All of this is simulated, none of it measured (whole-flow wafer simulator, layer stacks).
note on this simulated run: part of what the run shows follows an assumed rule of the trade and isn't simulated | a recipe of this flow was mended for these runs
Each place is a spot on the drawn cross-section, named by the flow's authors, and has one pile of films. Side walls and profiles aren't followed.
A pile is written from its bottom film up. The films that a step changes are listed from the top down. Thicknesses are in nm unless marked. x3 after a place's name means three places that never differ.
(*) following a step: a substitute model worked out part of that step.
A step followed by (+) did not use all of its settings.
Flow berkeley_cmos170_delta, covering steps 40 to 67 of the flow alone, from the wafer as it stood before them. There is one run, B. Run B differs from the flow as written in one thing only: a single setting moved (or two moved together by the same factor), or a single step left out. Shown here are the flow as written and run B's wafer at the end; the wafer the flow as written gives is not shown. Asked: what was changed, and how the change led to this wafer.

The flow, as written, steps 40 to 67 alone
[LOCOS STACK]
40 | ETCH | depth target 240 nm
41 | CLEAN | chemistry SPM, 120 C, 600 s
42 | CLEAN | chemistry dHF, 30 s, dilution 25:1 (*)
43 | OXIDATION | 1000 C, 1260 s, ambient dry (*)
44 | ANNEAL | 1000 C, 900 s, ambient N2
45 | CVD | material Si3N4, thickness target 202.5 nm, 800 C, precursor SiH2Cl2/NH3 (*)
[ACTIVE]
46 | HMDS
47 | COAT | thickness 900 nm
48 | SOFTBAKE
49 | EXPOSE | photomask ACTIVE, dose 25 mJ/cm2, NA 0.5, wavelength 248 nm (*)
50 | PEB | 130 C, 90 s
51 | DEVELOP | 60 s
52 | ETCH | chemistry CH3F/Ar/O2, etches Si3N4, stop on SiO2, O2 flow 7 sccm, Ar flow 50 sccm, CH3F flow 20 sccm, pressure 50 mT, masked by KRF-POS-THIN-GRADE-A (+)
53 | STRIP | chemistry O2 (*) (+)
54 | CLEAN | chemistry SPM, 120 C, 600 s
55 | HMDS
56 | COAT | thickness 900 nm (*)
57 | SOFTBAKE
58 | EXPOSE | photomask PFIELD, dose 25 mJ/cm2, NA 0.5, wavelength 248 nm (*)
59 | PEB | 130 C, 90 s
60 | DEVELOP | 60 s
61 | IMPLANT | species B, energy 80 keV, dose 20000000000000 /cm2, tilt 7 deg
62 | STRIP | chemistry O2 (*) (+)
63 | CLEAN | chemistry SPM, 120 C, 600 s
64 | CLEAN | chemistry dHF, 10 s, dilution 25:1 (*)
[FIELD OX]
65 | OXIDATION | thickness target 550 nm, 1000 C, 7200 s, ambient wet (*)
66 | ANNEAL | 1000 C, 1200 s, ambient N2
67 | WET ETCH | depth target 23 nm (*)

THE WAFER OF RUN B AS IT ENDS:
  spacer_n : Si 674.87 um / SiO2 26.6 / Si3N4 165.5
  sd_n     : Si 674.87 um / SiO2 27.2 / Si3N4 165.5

What caused this: step 45, CVD: thickness target 173.3 nm was run, while the flow as written has thickness target 202.5 nm.

Step by step, how the change led to this:
  45 | CVD | material Si3N4, thickness target 202.5 nm, 800 C, precursor SiH2Cl2/NH3 (*)
      field, sd_n, spacer_n and 6 more: Si3N4 gains 173.3 (new film) (as written it would have been: Si3N4 gains 202.5 (new film))
  52 | ETCH | chemistry CH3F/Ar/O2, etches Si3N4, stop on SiO2, O2 flow 7 sccm, Ar flow 50 sccm, CH3F flow 20 sccm, pressure 50 mT, masked by KRF-POS-THIN-GRADE-A (+)
      sd_n, spacer_n, gate, sd_p, spacer_p, gate_p, contact, m1: KrF-resist loses 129 (as written it would have been: KrF-resist loses 148.5)
      field: Si3N4 loses 173.3 (all of it), SiO2 loses 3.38 (as written it would have been: Si3N4 loses 202.5 (all of it), SiO2 loses 3.38)
  53 | STRIP | chemistry O2 (*) (+)
      sd_n, spacer_n, gate, sd_p, spacer_p, gate_p, contact, m1: KrF-resist loses 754 (all of it) (as written it would have been: KrF-resist loses 734.6 (all of it))
  65 | OXIDATION | thickness target 550 nm, 1000 C, 7200 s, ambient wet (*)
      sd_n, sd_p: SiO2 gains 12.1 (new film), Si3N4 loses 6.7, SiO2 gains 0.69, Si loses 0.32 (as written it would have been: SiO2 gains 12.1 (new film), Si3N4 loses 6.7, SiO2 gains 0.15, Si loses 0.12)
